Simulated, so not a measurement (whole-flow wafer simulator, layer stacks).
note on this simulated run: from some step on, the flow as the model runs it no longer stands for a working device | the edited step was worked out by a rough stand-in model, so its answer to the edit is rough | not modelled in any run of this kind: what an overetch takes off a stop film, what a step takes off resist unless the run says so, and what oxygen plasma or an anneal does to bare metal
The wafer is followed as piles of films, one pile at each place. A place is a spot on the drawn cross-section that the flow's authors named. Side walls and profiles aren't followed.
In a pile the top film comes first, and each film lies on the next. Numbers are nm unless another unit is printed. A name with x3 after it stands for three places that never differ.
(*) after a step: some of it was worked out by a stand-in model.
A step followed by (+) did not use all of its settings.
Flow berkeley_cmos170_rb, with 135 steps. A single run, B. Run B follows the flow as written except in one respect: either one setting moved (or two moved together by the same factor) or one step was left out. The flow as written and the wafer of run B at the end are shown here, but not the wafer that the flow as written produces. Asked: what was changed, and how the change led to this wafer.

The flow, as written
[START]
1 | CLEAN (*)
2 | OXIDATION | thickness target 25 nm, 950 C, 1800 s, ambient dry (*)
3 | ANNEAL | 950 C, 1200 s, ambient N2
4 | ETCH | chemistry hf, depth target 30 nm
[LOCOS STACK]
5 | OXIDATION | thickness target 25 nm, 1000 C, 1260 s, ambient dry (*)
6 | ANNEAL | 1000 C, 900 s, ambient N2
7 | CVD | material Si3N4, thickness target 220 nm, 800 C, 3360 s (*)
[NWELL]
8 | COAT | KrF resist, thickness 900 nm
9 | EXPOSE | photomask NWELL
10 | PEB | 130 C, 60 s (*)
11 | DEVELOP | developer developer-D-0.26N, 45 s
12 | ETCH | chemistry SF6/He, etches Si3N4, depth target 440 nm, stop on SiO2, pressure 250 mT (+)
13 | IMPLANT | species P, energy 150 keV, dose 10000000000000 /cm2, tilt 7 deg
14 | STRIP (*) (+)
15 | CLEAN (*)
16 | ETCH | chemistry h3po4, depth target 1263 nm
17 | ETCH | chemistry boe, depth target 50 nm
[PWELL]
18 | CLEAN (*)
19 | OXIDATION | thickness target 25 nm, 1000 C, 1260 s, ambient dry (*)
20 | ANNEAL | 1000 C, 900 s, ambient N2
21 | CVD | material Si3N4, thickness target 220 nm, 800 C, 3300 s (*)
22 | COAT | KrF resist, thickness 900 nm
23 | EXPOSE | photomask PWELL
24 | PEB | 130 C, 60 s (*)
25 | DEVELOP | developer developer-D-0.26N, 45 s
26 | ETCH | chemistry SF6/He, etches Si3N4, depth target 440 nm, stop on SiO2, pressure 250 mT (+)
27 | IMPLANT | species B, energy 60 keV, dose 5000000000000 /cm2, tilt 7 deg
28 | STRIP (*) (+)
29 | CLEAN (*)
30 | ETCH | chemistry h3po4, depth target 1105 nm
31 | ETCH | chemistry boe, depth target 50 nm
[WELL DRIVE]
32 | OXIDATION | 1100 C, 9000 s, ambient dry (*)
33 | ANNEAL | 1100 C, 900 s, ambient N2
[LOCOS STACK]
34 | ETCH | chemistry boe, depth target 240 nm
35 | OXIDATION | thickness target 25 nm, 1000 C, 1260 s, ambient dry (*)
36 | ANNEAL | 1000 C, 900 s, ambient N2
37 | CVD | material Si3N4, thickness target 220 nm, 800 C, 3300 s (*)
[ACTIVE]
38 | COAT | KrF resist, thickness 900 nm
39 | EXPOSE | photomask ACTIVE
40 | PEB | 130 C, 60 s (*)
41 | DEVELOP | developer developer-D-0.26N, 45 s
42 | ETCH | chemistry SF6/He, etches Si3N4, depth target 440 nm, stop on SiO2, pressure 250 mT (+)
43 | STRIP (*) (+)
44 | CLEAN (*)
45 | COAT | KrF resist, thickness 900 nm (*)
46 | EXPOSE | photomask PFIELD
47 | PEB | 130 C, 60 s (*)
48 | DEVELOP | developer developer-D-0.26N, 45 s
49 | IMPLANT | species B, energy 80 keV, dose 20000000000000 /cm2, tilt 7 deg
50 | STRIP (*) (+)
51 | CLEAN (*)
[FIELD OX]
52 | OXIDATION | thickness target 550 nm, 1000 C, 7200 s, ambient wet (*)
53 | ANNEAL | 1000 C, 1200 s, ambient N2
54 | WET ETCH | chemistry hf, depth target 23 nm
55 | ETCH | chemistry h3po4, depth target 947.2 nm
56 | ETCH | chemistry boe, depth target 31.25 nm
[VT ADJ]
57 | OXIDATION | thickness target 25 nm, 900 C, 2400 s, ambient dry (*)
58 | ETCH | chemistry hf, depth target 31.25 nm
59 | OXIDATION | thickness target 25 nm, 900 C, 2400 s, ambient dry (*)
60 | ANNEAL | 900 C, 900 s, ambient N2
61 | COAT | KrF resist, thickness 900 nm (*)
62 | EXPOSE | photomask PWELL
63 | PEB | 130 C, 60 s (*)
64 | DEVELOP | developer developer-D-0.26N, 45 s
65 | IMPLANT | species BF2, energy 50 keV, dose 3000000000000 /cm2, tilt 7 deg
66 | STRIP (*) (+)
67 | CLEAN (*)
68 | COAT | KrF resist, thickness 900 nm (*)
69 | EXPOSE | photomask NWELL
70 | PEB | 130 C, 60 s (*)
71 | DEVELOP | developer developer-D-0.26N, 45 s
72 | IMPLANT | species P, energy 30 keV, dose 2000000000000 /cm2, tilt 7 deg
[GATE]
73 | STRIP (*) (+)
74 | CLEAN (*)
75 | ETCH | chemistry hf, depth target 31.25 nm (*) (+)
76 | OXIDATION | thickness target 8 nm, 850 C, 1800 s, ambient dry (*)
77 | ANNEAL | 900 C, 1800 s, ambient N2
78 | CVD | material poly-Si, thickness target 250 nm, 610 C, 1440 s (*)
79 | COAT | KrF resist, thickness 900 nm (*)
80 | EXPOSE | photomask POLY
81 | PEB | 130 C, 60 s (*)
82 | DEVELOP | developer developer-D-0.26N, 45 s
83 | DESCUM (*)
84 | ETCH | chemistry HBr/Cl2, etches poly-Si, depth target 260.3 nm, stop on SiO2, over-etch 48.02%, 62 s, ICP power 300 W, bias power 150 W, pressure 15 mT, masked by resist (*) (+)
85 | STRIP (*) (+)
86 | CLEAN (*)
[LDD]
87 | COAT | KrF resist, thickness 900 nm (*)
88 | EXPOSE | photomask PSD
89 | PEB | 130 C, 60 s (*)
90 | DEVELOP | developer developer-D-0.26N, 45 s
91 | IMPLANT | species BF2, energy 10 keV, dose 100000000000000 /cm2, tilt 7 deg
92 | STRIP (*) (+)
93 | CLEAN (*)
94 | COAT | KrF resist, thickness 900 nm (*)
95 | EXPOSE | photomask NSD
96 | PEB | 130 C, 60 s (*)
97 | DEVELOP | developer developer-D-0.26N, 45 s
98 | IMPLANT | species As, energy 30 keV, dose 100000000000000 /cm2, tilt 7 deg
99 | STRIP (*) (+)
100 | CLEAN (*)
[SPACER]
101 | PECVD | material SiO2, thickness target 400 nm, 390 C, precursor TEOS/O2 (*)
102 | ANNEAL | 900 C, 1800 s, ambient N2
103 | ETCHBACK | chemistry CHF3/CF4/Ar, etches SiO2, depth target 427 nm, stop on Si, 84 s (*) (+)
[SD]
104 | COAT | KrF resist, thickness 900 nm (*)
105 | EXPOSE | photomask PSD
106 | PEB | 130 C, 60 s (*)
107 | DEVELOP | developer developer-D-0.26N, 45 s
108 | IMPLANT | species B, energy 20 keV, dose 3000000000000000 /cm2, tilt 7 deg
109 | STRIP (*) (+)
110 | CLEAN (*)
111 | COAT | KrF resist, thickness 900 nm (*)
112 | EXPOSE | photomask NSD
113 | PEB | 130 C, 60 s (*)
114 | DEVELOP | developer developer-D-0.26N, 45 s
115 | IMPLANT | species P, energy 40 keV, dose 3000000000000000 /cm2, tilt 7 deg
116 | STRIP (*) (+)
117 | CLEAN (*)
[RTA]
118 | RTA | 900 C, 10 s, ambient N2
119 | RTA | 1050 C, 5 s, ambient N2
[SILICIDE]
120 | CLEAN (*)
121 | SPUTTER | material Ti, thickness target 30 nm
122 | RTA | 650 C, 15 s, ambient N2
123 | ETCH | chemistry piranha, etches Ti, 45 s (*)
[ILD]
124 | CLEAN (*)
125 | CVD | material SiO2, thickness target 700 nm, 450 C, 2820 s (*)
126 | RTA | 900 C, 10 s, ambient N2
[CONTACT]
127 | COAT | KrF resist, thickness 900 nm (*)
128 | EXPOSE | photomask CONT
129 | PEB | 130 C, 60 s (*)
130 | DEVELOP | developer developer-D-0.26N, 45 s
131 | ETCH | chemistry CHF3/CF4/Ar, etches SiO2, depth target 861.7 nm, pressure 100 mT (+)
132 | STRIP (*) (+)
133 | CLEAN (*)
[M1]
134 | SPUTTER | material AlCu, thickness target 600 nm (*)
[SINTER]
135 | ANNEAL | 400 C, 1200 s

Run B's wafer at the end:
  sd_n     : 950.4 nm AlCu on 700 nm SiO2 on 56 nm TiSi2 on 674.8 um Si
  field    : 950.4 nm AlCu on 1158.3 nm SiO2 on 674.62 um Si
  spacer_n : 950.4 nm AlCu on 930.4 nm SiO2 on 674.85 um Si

What caused this: step 134, SPUTTER: thickness target 950.4 nm was run, whereas the flow has thickness target 600 nm.
One can read it off the wafer: sd_n has AlCu 950.4, and step 134 as written asks for 600 nm.

Step by step, how the change led to this:
  134 | SPUTTER | material AlCu, thickness target 600 nm (*)
      field, sd_n, spacer_n, gate, spacer_p, gate_p, m1: +950.4 AlCu (new film) (in the flow as written it would be: +600 AlCu (new film))
      sd_p: +884.4 AlCu (new film) (in the flow as written it would be: +545.9 AlCu (new film))
      (and at 1 other place as well)
